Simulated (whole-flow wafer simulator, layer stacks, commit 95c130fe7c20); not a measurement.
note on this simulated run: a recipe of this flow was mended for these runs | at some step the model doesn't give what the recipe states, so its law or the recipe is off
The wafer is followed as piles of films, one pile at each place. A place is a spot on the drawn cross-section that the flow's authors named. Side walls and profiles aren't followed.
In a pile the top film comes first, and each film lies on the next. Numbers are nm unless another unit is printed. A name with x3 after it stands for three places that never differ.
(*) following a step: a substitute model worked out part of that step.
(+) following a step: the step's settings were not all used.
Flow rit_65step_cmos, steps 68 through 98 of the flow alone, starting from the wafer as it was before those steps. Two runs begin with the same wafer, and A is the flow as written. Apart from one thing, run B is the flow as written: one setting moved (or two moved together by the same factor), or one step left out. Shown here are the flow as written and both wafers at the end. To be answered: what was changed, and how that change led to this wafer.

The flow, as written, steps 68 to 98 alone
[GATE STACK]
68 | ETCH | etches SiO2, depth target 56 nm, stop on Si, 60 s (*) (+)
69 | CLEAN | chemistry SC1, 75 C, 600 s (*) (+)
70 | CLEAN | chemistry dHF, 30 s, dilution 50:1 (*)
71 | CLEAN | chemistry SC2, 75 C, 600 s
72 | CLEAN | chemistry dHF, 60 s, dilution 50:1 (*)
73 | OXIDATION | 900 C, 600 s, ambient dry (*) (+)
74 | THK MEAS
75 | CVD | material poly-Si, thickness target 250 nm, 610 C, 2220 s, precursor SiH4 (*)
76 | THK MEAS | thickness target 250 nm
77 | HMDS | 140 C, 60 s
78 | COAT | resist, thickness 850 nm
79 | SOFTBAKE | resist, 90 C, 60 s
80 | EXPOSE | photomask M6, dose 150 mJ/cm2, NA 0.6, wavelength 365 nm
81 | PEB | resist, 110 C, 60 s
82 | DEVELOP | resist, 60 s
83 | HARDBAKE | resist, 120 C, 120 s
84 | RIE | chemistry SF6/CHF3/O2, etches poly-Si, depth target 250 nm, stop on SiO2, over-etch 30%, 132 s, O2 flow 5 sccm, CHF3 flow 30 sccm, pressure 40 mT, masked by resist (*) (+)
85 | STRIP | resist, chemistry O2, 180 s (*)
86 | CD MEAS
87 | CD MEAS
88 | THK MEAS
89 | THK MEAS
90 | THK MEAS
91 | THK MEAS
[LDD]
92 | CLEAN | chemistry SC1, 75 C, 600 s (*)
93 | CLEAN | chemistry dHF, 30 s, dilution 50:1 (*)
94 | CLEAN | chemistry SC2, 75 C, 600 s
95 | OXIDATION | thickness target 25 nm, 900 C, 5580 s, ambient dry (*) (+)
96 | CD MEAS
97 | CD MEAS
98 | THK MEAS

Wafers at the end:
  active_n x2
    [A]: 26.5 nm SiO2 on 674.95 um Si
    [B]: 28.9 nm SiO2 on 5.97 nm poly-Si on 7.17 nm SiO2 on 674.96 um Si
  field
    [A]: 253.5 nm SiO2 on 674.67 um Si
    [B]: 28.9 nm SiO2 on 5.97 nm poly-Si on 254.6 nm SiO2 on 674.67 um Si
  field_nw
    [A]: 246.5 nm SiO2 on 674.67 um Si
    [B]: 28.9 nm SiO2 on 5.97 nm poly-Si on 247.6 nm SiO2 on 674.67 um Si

What caused this: step 75, CVD: thickness target 348 nm was run, though the flow has thickness target 250 nm; step 75, CVD: 3094 s was run, where the flow has 2220 s.

The path from the change to this, step by step:
  75 | CVD | material poly-Si, thickness target 250 nm, 610 C, 2220 s, precursor SiH4 (*)
      field, field_pw, field_nw and 11 more: A +250 poly-Si (new film) | B +348 poly-Si (new film)
  84 | RIE | chemistry SF6/CHF3/O2, etches poly-Si, depth target 250 nm, stop on SiO2, over-etch 30%, 132 s, O2 flow 5 sccm, CHF3 flow 30 sccm, pressure 40 mT, masked by resist (*) (+)
      field, field_pw, field_nw and 9 more: A -250 poly-Si (all of it), -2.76 SiO2 | B -325 poly-Si
  85 | STRIP | resist, chemistry O2, 180 s (*)
      field, field_pw, field_nw and 9 more: A nothing | B +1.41 chemical SiO2 (new film), -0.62 poly-Si
  92 | CLEAN | chemistry SC1, 75 C, 600 s (*)
      field, field_pw, field_nw and 9 more: A -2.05 SiO2 | B -0.81 chemical SiO2, -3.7 poly-Si
  93 | CLEAN | chemistry dHF, 30 s, dilution 50:1 (*)
      active_n x2, spacer, spacer_p, sd_n, sd_p, contact, m1: A -2.36 SiO2 (all of it) | B -0.6 chemical SiO2 (all of it)
      field, field_pw, field_nw, field_p: A -2.78 SiO2 | B -0.6 chemical SiO2 (all of it)
  95 | OXIDATION | thickness target 25 nm, 900 C, 5580 s, ambient dry (*) (+)
      active_n x2, spacer, spacer_p, sd_n, sd_p, contact, m1: A +26.5 SiO2 (new film), -0.4 chemical SiO2 (all of it), -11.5 Si | B +28.9 SiO2 (new film), -0.4 chemical SiO2 (all of it), -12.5 poly-Si
      field, field_pw: A +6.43 SiO2, -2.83 Si | B +28.9 SiO2 (new film), -0.4 chemical SiO2 (all of it), -12.5 poly-Si
      (also at 2 further places)
